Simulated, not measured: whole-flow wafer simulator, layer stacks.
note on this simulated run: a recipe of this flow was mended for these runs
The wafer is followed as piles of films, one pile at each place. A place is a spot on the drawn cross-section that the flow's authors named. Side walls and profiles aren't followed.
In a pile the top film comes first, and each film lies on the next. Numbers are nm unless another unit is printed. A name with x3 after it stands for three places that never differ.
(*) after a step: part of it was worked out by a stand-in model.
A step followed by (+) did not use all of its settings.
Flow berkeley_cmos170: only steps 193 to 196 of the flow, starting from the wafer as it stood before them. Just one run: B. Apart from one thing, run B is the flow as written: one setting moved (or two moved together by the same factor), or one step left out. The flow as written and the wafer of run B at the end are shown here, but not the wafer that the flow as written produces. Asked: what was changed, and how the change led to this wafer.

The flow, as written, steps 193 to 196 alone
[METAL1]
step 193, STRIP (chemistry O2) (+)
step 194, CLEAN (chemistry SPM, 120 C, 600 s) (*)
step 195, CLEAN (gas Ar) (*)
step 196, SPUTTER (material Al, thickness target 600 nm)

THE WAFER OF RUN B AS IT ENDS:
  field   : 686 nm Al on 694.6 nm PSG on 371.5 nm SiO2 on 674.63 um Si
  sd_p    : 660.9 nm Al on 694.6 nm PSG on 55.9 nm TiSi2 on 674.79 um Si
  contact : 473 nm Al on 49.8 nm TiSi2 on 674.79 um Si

What caused this: step 196, SPUTTER: thickness target 686 nm was run, while the flow as written has thickness target 600 nm.
One can read it off the wafer: field has Al 686, and step 196 as written asks for 600 nm.

The path from the change to this, step by step:
  step 196, SPUTTER (material Al, thickness target 600 nm)
      field, mark, sd_n and 8 more: +686 Al (new film) (as written it would have been: +600 Al (new film))
      sd_p: +660.9 Al (new film) (as written it would have been: +575.5 Al (new film))
      (also at 1 further place)
